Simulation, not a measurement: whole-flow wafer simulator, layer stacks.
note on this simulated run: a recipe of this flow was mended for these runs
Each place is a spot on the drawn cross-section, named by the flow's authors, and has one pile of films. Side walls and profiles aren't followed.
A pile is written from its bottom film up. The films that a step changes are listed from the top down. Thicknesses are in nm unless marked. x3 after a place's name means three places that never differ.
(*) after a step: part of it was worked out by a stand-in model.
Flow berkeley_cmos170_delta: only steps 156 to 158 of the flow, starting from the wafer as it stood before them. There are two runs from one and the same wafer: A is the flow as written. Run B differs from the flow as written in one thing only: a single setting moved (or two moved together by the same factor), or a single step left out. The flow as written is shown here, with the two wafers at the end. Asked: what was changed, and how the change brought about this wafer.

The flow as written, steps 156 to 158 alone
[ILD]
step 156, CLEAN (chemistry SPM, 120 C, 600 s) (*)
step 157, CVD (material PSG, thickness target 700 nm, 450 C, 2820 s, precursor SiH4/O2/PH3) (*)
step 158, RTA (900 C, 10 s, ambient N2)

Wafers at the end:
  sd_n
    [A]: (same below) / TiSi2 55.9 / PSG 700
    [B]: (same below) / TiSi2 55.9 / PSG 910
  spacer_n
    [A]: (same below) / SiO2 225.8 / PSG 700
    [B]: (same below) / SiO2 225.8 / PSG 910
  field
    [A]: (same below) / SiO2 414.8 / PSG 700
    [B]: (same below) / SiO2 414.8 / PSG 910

Cause: step 157, CVD: thickness target 910 nm was run, while the flow as written has thickness target 700 nm; step 157, CVD: 3666 s was run, where the flow has 2820 s.
The wafer itself shows it: sd_n has PSG 910, and step 157 as written asks for 700 nm.

How this came from the change, step by step:
  step 157, CVD (material PSG, thickness target 700 nm, 450 C, 2820 s, precursor SiH4/O2/PH3) (*)
      field, sd_n, spacer_n, gate, spacer_p, gate_p, contact x2: A PSG gains 700 (new film) | B PSG gains 910 (new film)
      sd_p: A PSG gains 659.7 (new film) | B PSG gains 910 (new film)
